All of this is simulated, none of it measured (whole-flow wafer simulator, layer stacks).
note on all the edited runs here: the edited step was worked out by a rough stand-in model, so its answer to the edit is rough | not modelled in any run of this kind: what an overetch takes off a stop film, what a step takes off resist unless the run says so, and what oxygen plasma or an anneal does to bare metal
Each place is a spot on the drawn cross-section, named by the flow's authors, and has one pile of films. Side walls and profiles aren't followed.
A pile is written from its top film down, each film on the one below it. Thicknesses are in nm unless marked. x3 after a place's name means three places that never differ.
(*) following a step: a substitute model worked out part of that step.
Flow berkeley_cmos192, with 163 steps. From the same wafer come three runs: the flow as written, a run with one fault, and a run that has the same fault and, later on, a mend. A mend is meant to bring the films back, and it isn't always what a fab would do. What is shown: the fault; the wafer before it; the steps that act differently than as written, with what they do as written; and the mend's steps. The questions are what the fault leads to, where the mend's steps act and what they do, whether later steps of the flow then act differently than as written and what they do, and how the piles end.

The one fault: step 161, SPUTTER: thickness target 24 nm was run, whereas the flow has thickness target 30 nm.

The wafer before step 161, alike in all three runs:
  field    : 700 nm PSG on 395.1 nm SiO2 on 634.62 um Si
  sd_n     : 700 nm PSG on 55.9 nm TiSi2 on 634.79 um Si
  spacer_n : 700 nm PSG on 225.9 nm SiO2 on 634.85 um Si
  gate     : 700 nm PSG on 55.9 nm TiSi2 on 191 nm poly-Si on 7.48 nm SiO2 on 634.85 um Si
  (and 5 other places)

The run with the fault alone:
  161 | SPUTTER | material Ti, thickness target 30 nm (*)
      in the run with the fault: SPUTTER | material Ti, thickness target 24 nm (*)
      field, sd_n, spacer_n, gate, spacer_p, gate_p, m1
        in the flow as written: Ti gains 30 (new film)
        in the run with the fault: Ti gains 24 (new film)
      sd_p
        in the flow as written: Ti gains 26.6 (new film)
        in the run with the fault: Ti gains 21.3 (new film)
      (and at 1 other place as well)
  None of the later steps of the flow differs from how it acts as written, at any place that is followed, by more than 2% or 0.5 nm, whichever is larger.
  By the end, the piles at field, sd_n, spacer_n and 6 more depart from the flow's by more than 2% or 0.5 nm, whichever is larger.
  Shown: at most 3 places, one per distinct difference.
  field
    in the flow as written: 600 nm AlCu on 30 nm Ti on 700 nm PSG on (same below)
    in the run with the fault: 600 nm AlCu on 24 nm Ti on 700 nm PSG on (same below)
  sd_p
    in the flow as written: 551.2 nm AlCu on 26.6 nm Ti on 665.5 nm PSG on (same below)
    in the run with the fault: 551.5 nm AlCu on 21.3 nm Ti on 665.5 nm PSG on (same below)
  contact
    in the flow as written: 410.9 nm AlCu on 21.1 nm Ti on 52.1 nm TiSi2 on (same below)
    in the run with the fault: 411.9 nm AlCu on 16.9 nm Ti on 52.1 nm TiSi2 on (same below)

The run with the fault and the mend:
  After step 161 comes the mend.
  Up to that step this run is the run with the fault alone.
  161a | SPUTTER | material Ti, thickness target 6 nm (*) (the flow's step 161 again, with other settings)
      field, sd_n, spacer_n, gate, spacer_p, gate_p, m1
        Ti gains 6
      sd_p
        Ti gains 5.31
      contact
        Ti gains 4.19
  None of the later steps of the flow acts differently than as written at any place that is followed.
  The piles end only slightly different from the flow's at the places that both follow, by no more than 2% or 0.5 nm, whichever is larger.
